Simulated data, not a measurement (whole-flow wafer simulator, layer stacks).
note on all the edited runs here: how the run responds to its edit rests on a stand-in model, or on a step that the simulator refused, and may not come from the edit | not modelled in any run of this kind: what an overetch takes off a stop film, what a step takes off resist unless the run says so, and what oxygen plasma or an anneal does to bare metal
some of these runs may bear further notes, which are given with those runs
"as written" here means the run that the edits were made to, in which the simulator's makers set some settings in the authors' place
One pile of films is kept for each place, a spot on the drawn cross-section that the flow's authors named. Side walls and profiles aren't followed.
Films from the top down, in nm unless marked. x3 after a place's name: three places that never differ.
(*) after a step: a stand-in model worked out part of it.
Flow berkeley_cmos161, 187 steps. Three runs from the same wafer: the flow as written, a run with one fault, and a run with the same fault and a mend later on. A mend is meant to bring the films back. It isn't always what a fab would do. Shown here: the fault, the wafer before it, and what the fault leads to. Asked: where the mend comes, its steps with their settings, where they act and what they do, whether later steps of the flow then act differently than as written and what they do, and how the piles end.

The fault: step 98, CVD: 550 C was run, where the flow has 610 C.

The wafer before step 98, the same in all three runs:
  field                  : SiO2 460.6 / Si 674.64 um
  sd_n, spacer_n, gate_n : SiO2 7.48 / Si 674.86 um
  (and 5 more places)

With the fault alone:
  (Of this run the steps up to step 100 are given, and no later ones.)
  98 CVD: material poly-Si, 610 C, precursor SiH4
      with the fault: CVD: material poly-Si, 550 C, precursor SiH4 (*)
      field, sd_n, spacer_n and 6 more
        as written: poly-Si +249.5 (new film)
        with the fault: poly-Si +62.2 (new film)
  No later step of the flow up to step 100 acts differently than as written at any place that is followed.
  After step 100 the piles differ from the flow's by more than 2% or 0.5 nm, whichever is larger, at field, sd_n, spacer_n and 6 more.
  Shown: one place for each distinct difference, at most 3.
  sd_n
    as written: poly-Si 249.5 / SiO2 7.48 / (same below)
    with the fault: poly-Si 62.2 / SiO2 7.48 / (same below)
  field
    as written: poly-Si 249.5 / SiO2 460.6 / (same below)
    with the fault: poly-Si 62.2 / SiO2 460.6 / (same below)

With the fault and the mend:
  The mend comes after step 100.
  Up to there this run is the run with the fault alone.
  100a CVD: material poly-Si, 610 C, precursor SiH4 (*) (the flow's step 98 once more, with other settings that aren't printed)
      field, sd_n, spacer_n and 6 more
        poly-Si +187
  No later step of the flow acts differently than as written, at any place that is followed, by more than 2% or 0.5 nm, whichever is larger.
  At the end the piles differ from the flow's only slightly at the places that both follow, by at most 2% or 0.5 nm, whichever is larger.
